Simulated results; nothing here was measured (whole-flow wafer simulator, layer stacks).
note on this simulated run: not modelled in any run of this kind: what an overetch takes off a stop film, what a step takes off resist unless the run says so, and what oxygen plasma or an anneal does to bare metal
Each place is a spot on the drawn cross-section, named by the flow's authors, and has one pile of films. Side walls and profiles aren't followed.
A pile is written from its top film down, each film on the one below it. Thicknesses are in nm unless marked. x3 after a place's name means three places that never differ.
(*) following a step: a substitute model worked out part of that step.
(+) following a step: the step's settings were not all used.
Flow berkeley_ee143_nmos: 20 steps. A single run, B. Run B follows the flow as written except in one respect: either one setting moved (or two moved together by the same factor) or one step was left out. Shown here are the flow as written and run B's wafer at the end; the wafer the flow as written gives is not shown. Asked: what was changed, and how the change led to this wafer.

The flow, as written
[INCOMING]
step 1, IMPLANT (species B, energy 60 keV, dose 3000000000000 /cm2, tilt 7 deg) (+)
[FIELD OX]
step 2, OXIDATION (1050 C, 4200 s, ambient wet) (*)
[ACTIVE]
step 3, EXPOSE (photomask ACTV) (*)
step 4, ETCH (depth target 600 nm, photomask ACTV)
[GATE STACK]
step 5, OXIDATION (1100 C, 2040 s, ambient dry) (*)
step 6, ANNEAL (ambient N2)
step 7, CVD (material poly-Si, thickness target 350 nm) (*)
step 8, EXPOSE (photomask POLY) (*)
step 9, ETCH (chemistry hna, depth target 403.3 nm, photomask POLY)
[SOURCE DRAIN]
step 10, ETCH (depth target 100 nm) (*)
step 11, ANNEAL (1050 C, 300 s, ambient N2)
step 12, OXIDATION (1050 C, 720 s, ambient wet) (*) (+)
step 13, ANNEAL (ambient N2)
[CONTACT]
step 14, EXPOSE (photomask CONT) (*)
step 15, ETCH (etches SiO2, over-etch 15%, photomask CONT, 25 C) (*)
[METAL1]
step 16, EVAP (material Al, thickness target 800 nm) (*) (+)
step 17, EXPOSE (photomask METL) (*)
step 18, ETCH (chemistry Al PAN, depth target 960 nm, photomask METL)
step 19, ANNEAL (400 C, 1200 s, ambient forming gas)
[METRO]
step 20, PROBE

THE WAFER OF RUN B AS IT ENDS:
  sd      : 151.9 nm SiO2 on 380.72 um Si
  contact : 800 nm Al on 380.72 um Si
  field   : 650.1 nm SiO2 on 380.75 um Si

Cause: step 9, ETCH: depth target 318.2 nm was run, though the flow has depth target 403.3 nm.

Step by step, how the change led to this:
  step 9, ETCH (chemistry hna, depth target 403.3 nm, photomask POLY)
      sd, contact, field: -318.2 poly-Si (in the flow as written it would be: -350 poly-Si (all of it))
  step 10, ETCH (depth target 100 nm) (*)
      sd, contact: nothing (in the flow as written it would be: -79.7 SiO2 (all of it))
      field: nothing (in the flow as written it would be: -100 SiO2)
  step 12, OXIDATION (1050 C, 720 s, ambient wet) (*) (+)
      sd, contact: -31.8 poly-Si (all of it), +72.2 SiO2 (in the flow as written it would be: +189.4 SiO2 (new film), -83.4 Si)
      field: -31.8 poly-Si (all of it), +72.2 SiO2 (in the flow as written it would be: +69.1 SiO2, -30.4 Si)
  step 15, ETCH (etches SiO2, over-etch 15%, photomask CONT, 25 C) (*)
      contact: -151.9 SiO2 (all of it) (in the flow as written it would be: -189.4 SiO2 (all of it))
